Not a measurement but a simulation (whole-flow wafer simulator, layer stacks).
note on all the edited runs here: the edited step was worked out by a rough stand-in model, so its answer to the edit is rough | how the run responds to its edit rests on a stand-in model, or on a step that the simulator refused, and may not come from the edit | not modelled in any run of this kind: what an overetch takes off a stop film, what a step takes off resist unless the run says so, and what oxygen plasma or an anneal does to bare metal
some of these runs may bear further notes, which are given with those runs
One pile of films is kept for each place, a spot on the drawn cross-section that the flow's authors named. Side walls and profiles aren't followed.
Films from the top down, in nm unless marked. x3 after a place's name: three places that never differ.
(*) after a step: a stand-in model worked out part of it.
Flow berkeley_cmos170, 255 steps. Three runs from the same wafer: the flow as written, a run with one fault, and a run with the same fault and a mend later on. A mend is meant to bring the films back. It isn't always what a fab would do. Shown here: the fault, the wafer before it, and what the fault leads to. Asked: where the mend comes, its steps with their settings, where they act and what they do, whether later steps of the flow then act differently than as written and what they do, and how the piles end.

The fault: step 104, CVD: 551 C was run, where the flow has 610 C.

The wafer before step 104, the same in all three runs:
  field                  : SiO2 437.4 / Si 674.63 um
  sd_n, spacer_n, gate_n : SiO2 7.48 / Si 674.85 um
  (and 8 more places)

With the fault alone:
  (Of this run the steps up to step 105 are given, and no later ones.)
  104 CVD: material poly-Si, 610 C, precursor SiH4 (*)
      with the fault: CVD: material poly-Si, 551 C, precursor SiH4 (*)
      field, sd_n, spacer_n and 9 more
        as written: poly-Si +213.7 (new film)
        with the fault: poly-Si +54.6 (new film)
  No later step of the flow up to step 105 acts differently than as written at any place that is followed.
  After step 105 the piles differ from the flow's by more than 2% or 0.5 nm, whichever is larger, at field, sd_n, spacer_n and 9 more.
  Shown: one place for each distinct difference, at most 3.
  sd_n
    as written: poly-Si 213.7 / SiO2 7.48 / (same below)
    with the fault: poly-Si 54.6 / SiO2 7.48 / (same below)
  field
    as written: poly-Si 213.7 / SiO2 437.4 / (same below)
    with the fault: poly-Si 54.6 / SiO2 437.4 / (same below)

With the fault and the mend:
  The mend comes after step 105.
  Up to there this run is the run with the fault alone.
  105a CVD: material poly-Si, 610 C, precursor SiH4 (*) (the flow's step 104 once more, with other settings that aren't printed)
      field, sd_n, spacer_n and 9 more
        poly-Si +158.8
  No later step of the flow acts differently than as written, at any place that is followed, by more than 2% or 0.5 nm, whichever is larger.
  At the end the piles differ from the flow's only slightly at the places that both follow, by at most 2% or 0.5 nm, whichever is larger.
